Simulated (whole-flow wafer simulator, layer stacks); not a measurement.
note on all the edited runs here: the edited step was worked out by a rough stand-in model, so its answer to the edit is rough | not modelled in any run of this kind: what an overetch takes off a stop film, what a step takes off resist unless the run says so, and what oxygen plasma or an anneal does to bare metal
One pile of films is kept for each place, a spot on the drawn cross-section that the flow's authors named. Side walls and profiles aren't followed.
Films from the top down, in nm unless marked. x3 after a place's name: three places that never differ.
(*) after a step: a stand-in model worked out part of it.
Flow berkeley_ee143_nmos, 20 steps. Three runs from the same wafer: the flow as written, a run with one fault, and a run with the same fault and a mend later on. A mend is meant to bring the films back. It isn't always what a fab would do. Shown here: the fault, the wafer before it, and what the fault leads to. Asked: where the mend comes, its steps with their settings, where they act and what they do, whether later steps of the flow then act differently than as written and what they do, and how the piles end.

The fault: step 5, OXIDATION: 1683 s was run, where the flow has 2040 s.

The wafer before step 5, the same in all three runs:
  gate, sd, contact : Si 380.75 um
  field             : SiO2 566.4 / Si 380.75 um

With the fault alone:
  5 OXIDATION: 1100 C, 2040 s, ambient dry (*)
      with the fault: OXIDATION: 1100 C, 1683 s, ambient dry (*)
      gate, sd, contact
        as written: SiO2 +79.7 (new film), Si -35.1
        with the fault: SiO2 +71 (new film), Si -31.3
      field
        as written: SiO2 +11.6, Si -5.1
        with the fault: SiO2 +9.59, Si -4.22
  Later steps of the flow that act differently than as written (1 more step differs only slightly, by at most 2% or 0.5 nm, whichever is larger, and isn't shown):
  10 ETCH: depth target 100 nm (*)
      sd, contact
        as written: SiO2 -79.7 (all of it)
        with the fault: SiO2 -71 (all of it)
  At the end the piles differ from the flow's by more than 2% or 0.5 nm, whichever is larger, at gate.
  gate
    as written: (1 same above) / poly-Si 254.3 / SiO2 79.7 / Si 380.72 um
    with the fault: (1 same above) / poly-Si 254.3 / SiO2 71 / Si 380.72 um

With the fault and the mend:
  The mend comes after step 5.
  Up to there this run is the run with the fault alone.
  5a OXIDATION: 1100 C, 357 s, ambient dry (*) (the flow's step 5 once more, with other settings)
      gate, sd, contact
        SiO2 +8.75, Si -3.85
      field
        SiO2 +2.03, Si -0.89
  No later step of the flow acts differently than as written, at any place that is followed, by more than 2% or 0.5 nm, whichever is larger.
  At the end the piles differ from the flow's only slightly at the places that both follow, by at most 2% or 0.5 nm, whichever is larger.
